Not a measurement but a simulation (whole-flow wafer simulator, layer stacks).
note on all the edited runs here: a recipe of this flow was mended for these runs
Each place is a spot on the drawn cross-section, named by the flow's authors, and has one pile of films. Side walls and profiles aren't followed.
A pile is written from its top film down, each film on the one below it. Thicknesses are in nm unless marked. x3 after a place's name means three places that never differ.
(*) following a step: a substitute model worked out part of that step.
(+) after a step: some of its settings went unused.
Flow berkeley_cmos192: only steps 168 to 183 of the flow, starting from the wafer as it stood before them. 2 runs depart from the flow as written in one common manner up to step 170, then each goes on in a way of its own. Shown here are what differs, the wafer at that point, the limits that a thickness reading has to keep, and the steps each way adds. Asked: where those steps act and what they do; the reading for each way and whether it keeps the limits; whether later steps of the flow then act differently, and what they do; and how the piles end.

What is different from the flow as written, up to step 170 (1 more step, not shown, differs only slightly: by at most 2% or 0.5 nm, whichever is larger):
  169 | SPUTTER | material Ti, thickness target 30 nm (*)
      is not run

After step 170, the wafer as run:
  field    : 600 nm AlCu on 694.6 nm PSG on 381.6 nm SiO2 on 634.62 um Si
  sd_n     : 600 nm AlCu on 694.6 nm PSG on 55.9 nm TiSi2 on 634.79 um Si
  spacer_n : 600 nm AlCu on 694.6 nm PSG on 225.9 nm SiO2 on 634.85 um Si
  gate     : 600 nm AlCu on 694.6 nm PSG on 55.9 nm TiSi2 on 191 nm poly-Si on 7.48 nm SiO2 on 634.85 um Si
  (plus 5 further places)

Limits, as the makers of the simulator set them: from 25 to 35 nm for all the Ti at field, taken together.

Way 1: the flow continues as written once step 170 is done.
  Reading after step 170: 0 nm, not within the limits.
  Steps later in the flow that act otherwise than as written (5 more steps, not shown, differ only slightly: by at most 2% or 0.5 nm, whichever is larger):
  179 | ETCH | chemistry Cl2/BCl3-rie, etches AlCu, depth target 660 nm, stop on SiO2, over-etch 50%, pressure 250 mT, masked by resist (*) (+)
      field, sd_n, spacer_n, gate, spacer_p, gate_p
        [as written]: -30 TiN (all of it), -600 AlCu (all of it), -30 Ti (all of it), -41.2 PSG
        [this way]: -30 TiN (all of it), -600 AlCu (all of it), -45 PSG
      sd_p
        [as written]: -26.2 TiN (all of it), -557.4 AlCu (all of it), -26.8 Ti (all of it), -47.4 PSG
        [this way]: -26.3 TiN (all of it), -558.8 AlCu (all of it), -50.6 PSG
  By the end, the piles at contact, m1 depart from the flow's by more than 2% or 0.5 nm, whichever is larger.
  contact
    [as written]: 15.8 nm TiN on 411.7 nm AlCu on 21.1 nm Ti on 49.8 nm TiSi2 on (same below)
    [this way]: 16.2 nm TiN on 416.4 nm AlCu on 49.8 nm TiSi2 on (same below)
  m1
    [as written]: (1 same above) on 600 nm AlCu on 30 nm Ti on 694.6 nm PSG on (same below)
    [this way]: (1 same above) on 600 nm AlCu on 694.6 nm PSG on (same below)

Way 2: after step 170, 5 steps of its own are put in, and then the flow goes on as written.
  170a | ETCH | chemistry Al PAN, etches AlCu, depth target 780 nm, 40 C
      field, sd_n, spacer_n, gate, spacer_p, gate_p, m1
        -600 AlCu (all of it)
      sd_p
        -558.8 AlCu (all of it)
      contact
        -416.4 AlCu (all of it)
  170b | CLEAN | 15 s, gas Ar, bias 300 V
      field, sd_n, spacer_n, gate, sd_p, spacer_p, gate_p, m1
        -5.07 PSG
      contact
        -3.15 TiSi2
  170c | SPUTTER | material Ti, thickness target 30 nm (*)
      field, sd_n, spacer_n, gate, spacer_p, gate_p, m1
        +30 Ti (new film)
      sd_p
        +26.8 Ti (new film)
      contact
        +21.1 Ti (new film)
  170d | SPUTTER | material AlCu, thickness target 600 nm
      field, sd_n, spacer_n, gate, spacer_p, gate_p, m1
        +600 AlCu (new film)
      sd_p
        +557.4 AlCu (new film)
      contact
        +412.1 AlCu (new film)
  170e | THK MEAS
      does not change any film at any place that is followed
  Reading after step 170e: 30 nm, inside the limits.
  Every later step of the flow that is run acts as written, at every place that is followed, to within 2% or 0.5 nm, whichever is larger.
  By the end, the piles at contact depart from the flow's by more than 2% or 0.5 nm, whichever is larger.
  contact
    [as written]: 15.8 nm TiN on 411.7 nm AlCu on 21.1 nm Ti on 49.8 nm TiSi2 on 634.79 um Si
    [this way]: 15.8 nm TiN on 412.1 nm AlCu on 21.1 nm Ti on 46.6 nm TiSi2 on 634.79 um Si

The limits are kept by: way 2. They are not kept by: way 1.
